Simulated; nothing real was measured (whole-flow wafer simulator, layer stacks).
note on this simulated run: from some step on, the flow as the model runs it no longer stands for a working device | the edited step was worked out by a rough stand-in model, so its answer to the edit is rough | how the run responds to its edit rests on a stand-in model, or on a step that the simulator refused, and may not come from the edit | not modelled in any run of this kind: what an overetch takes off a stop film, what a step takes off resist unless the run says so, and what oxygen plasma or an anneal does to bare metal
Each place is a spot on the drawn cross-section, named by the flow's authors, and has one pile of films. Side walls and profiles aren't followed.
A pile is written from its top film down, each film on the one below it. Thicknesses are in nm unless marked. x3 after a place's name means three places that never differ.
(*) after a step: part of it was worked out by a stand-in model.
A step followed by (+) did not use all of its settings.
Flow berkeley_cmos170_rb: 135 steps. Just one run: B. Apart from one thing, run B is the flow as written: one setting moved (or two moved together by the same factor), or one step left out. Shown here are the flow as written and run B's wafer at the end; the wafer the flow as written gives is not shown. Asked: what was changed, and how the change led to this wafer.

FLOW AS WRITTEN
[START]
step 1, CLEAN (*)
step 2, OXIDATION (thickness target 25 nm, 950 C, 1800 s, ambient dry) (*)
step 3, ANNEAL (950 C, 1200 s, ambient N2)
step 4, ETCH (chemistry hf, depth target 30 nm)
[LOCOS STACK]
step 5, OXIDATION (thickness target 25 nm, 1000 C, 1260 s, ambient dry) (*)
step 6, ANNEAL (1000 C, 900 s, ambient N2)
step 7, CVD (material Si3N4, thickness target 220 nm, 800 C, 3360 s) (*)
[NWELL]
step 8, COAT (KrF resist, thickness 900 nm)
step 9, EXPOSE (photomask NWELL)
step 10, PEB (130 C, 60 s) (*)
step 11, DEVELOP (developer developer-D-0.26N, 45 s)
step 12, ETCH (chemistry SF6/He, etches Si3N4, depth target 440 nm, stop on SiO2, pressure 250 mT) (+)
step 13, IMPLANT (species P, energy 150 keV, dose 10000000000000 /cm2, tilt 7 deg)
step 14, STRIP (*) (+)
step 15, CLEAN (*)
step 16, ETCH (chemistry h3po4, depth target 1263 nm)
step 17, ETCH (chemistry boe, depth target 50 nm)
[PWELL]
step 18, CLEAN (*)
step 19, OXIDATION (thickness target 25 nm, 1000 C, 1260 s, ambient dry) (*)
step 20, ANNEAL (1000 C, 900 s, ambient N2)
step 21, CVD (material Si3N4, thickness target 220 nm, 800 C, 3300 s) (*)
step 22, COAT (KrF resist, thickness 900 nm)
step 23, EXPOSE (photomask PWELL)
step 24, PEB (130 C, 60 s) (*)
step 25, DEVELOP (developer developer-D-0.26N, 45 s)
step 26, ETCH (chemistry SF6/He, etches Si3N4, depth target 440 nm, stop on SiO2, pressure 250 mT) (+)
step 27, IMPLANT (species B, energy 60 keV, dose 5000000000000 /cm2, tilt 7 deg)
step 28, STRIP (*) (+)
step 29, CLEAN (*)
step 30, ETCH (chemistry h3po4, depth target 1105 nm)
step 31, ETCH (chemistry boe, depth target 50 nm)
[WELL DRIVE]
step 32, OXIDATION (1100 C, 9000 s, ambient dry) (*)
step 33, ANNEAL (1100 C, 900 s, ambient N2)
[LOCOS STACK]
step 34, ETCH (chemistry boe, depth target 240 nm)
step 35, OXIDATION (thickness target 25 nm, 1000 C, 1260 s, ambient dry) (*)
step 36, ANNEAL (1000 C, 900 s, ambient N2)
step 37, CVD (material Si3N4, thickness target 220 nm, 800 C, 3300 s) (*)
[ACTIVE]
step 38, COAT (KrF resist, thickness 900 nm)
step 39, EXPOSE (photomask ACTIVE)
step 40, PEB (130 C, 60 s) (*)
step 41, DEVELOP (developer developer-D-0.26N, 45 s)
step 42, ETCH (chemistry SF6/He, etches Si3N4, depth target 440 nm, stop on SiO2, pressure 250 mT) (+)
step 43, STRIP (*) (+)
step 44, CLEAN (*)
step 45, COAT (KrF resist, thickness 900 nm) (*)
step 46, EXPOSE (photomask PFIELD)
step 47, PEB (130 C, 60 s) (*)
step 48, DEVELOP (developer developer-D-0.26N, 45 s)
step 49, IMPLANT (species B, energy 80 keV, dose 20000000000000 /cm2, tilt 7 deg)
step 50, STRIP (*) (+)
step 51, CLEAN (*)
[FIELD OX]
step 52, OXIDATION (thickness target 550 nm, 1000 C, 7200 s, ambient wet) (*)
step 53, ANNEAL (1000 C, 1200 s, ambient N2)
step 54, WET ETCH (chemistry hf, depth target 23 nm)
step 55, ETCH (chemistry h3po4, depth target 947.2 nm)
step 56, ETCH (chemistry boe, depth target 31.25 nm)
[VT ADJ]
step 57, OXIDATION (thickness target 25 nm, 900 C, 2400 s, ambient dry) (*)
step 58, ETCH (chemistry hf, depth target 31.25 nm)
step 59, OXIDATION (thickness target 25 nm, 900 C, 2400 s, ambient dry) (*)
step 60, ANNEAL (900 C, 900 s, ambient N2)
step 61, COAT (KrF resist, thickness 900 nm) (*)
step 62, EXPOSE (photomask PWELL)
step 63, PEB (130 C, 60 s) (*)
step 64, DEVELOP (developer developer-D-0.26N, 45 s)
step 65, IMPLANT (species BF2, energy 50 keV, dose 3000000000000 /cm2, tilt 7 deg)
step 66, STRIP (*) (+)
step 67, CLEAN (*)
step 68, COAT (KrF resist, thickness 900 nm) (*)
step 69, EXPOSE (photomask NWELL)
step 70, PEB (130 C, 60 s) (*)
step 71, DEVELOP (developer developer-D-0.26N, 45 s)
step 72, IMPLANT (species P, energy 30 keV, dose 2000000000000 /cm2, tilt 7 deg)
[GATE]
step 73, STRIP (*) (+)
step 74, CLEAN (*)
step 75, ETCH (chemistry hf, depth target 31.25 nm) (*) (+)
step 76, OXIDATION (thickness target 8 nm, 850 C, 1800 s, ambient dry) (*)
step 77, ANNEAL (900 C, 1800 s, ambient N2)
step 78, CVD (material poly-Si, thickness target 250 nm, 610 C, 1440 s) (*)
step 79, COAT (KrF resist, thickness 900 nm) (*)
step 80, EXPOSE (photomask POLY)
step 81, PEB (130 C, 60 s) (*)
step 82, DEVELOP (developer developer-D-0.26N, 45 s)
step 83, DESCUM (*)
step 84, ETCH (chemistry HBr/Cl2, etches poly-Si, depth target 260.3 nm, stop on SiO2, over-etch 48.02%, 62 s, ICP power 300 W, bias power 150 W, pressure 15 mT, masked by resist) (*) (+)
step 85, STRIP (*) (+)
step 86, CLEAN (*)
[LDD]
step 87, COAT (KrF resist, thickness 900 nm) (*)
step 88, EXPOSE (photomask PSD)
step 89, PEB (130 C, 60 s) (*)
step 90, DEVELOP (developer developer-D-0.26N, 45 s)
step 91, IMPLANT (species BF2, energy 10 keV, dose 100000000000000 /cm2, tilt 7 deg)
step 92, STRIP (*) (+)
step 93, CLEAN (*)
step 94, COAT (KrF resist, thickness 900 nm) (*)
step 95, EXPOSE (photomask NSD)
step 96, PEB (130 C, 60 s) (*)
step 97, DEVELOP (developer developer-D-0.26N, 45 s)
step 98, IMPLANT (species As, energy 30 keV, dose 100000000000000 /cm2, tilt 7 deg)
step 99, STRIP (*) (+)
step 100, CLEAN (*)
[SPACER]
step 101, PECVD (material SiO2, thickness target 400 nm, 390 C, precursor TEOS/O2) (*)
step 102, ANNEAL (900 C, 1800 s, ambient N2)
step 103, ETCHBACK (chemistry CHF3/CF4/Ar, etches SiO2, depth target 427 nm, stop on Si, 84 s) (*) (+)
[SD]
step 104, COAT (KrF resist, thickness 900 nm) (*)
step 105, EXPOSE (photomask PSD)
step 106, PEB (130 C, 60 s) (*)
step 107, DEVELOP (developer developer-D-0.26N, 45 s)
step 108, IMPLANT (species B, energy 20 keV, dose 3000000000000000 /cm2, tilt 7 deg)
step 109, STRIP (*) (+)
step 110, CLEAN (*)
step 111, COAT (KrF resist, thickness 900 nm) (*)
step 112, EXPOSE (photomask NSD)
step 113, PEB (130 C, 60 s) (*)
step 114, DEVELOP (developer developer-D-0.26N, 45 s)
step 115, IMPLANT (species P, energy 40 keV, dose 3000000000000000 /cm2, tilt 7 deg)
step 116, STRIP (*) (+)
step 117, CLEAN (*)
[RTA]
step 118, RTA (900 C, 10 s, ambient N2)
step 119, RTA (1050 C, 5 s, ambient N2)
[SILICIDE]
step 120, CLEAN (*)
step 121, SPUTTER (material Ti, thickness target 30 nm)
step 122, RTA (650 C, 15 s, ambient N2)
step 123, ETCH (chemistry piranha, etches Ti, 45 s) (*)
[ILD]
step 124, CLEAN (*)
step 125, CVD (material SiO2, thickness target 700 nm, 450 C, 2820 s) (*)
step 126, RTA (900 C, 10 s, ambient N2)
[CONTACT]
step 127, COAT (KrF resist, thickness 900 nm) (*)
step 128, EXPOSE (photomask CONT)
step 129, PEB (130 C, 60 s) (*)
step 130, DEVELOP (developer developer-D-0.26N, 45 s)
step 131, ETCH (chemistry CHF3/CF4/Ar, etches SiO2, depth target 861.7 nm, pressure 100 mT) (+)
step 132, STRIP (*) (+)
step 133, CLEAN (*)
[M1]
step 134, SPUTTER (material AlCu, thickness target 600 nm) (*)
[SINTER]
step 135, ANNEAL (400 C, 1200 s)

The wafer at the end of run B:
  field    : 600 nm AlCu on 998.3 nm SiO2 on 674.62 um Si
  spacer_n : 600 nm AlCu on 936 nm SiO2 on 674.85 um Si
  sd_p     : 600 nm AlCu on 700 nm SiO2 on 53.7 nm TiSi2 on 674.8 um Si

Cause: step 101, PECVD: thickness target 240 nm was run, whereas the flow has thickness target 400 nm.

Step by step, how the change led to this:
  step 101, PECVD (material SiO2, thickness target 400 nm, 390 C, precursor TEOS/O2) (*)
      field, sd_n, contact, m1: +240 SiO2 (it would be, as written: +400 SiO2)
      gate, gate_p: +240 SiO2 (new film) (it would be, as written: +400 SiO2 (new film))
      (also at 3 further places)
  step 103, ETCHBACK (chemistry CHF3/CF4/Ar, etches SiO2, depth target 427 nm, stop on Si, 84 s) (*) (+)
      spacer_n, spacer_p: nothing (it would be, as written: -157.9 SiO2)
      sd_n, contact, m1: -246.1 SiO2 (all of it) (it would be, as written: -406.1 SiO2 (all of it))
      (also at 3 further places)
  step 104, COAT (KrF resist, thickness 900 nm) (*)
      field: +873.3 KrF resist (new film) (it would be, as written: +769.1 KrF resist (new film))
      sd_n: +929.8 KrF resist (new film) (it would be, as written: +982.1 KrF resist (new film))
      (also at 7 further places)
  step 107, DEVELOP (developer developer-D-0.26N, 45 s)
      sd_p: -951 KrF resist (all of it) (it would be, as written: -990.7 KrF resist (all of it))
      spacer_p: -737 KrF resist (all of it) (it would be, as written: -767.7 KrF resist (all of it))
      (also at 1 further place)
  step 109, STRIP (*) (+)
      field: -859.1 KrF resist (all of it) (it would be, as written: -754.9 KrF resist (all of it))
      sd_n: -915.6 KrF resist (all of it) (it would be, as written: -967.9 KrF resist (all of it))
      (also at 4 further places)
  step 111, COAT (KrF resist, thickness 900 nm) (*)
      field: +873.3 KrF resist (new film) (it would be, as written: +769.1 KrF resist (new film))
      sd_n: +929.8 KrF resist (new film) (it would be, as written: +982.1 KrF resist (new film))
      (also at 7 further places)
  step 114, DEVELOP (developer developer-D-0.26N, 45 s)
      sd_n: -929.8 KrF resist (all of it) (it would be, as written: -982.1 KrF resist (all of it))
      spacer_n: -736.7 KrF resist (all of it) (it would be, as written: -766.3 KrF resist (all of it))
      (also at 2 further places)
  step 116, STRIP (*) (+)
      field: -859.1 KrF resist (all of it) (it would be, as written: -754.9 KrF resist (all of it))
      sd_p: -936.8 KrF resist (all of it) (it would be, as written: -976.5 KrF resist (all of it))
      (also at 3 further places)
  step 121, SPUTTER (material Ti, thickness target 30 nm)
      sd_p: +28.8 Ti (new film) (it would be, as written: +27.1 Ti (new film))
  step 122, RTA (650 C, 15 s, ambient N2)
      sd_p: -22.4 Ti, +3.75 TiSi first (new film), +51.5 TiSi2 C49 (new film), -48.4 Si (it would be, as written: -21.1 Ti, +0.61 TiSi first (new film), +52.9 TiSi2 C49 (new film), -47.6 Si)
  step 126, RTA (900 C, 10 s, ambient N2)
      sd_p: under 1 film: +53.7 TiSi2 (new film), -3.75 TiSi first (all of it), -51.5 TiSi2 C49 (all of it), -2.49 Si (it would be, as written: under 1 film: +50.7 TiSi2 (new film), -0.61 TiSi first (all of it), -52.9 TiSi2 C49 (all of it), -0.41 Si)
  step 127, COAT (KrF resist, thickness 900 nm) (*)
      field: +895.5 KrF resist (new film) (it would be, as written: +804.9 KrF resist (new film))
      sd_n: +943.9 KrF resist (new film) (it would be, as written: +1010 KrF resist (new film))
      (also at 7 further places)
  step 130, DEVELOP (developer developer-D-0.26N, 45 s)
      contact: -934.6 KrF resist (all of it) (it would be, as written: -979.7 KrF resist (all of it))
  step 132, STRIP (*) (+)
      field: -665.8 KrF resist (all of it) (it would be, as written: -575.3 KrF resist (all of it))
      sd_n: -714.3 KrF resist (all of it) (it would be, as written: -780.4 KrF resist (all of it))
      (also at 6 further places)
  step 134, SPUTTER (material AlCu, thickness target 600 nm) (*)
      sd_p: +600 AlCu (new film) (it would be, as written: +545.9 AlCu (new film))
